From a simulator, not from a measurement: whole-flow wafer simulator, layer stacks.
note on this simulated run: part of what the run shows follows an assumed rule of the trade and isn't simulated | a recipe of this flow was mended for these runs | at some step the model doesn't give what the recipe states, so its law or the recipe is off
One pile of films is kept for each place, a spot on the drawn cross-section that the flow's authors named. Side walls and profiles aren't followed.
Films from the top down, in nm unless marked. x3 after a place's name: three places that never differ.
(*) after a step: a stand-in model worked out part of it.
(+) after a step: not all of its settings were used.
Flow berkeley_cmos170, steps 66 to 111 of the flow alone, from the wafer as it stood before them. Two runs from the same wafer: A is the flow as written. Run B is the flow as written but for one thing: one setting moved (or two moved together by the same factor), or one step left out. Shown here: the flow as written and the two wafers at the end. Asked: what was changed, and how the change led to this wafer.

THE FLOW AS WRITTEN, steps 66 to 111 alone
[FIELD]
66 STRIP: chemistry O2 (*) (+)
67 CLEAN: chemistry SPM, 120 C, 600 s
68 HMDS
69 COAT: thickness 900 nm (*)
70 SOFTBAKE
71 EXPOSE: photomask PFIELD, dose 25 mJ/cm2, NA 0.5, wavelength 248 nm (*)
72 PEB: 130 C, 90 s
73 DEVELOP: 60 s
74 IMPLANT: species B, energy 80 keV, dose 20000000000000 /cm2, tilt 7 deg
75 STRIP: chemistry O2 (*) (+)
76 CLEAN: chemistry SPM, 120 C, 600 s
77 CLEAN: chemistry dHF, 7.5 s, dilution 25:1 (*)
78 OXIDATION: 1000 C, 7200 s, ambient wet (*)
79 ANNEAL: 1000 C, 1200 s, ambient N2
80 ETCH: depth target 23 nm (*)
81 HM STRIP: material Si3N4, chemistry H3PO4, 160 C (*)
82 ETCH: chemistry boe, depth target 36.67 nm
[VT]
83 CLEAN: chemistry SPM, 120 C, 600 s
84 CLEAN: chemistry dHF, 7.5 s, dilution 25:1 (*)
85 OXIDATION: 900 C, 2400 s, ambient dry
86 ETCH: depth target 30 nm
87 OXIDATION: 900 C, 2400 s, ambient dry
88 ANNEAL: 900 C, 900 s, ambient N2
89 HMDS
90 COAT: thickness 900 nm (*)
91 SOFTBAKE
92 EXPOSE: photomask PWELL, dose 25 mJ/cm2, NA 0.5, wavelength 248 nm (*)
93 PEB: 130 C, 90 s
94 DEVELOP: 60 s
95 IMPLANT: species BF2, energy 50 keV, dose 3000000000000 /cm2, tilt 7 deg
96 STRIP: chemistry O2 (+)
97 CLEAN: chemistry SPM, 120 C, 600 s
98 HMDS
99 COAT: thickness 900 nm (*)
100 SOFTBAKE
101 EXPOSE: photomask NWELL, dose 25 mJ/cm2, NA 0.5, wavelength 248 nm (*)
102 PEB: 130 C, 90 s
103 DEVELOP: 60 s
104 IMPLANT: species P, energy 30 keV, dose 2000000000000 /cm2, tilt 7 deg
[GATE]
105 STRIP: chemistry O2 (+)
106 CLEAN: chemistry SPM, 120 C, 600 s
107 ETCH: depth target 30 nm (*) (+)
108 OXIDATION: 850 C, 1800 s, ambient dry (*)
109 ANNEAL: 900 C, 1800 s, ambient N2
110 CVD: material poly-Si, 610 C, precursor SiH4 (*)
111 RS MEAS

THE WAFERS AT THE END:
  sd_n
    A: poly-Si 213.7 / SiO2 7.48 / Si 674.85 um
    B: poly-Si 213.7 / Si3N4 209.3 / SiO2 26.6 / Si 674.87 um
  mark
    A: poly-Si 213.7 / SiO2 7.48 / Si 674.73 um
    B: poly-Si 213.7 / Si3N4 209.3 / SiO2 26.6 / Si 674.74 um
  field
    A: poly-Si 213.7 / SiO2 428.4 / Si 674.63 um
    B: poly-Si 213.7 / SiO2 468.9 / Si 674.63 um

The cause: step 80, ETCH: depth target 23 nm (*), was left out.

How the change led to this, step by step:
  81 HM STRIP: material Si3N4, chemistry H3PO4, 160 C (*)
      mark, sd_n, spacer_n and 9 more: A Si3N4 -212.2 (all of it), SiO2 -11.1 | B nothing
      field: A SiO2 -17.7 | B nothing
  82 ETCH: chemistry boe, depth target 36.67 nm
      mark, sd_n, spacer_n and 9 more: A SiO2 -15.5 (all of it) | B SiO2 -12.1 (all of it), Si3N4 -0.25
  83 CLEAN: chemistry SPM, 120 C, 600 s
      mark, sd_n, spacer_n and 9 more: A chemical SiO2 +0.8 (new film), Si -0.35 | B nothing
  84 CLEAN: chemistry dHF, 7.5 s, dilution 25:1 (*)
      mark, sd_n, spacer_n and 9 more: A chemical SiO2 -0.8 (all of it) | B Si3N4 -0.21
  85 OXIDATION: 900 C, 2400 s, ambient dry
      mark, sd_n, spacer_n and 9 more: A SiO2 +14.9 (new film), Si -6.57 | B nothing
  86 ETCH: depth target 30 nm
      mark, sd_n, spacer_n and 9 more: A SiO2 -14.9 (all of it) | B Si3N4 -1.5
  87 OXIDATION: 900 C, 2400 s, ambient dry
      mark, sd_n, spacer_n and 9 more: A SiO2 +14.9 (new film), Si -6.57 | B nothing
  90 COAT: thickness 900 nm (*)
      field: A KrF-resist +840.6 (new film) | B KrF-resist +894.1 (new film)
      sd_n: A KrF-resist +1004.6 (new film) | B KrF-resist +910.1 (new film)
      (and at 10 more places)
  94 DEVELOP: 60 s
      field: A KrF-resist -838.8 (all of it) | B KrF-resist -892.1 (all of it)
      sd_n: A KrF-resist -1002.3 (all of it) | B KrF-resist -908.1 (all of it)
      (and at 7 more places)
  96 STRIP: chemistry O2 (+)
      sd_p: A KrF-resist -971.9 (all of it) | B KrF-resist -891.9 (all of it)
      spacer_p: A KrF-resist -953.7 (all of it) | B KrF-resist -890.3 (all of it)
      (and at 1 more place)
  99 COAT: thickness 900 nm (*)
      field: A KrF-resist +840.6 (new film) | B KrF-resist +894.1 (new film)
      sd_n: A KrF-resist +1004.6 (new film) | B KrF-resist +910.1 (new film)
      (and at 10 more places)
  103 DEVELOP: 60 s
      sd_p: A KrF-resist -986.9 (all of it) | B KrF-resist -906.8 (all of it)
      spacer_p: A KrF-resist -968.6 (all of it) | B KrF-resist -905.3 (all of it)
      (and at 1 more place)
  105 STRIP: chemistry O2 (+)
      field: A KrF-resist -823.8 (all of it) | B KrF-resist -877.1 (all of it)
      sd_n: A KrF-resist -987.4 (all of it) | B KrF-resist -893.1 (all of it)
      (and at 7 more places)
  107 ETCH: depth target 30 nm (*) (+)
      mark, sd_n, spacer_n and 9 more: A SiO2 -14.9 (all of it) | B Si3N4 -1.5
  108 OXIDATION: 850 C, 1800 s, ambient dry (*)
      mark, sd_n, spacer_n and 9 more: A SiO2 +7.48 (new film), Si -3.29 | B nothing
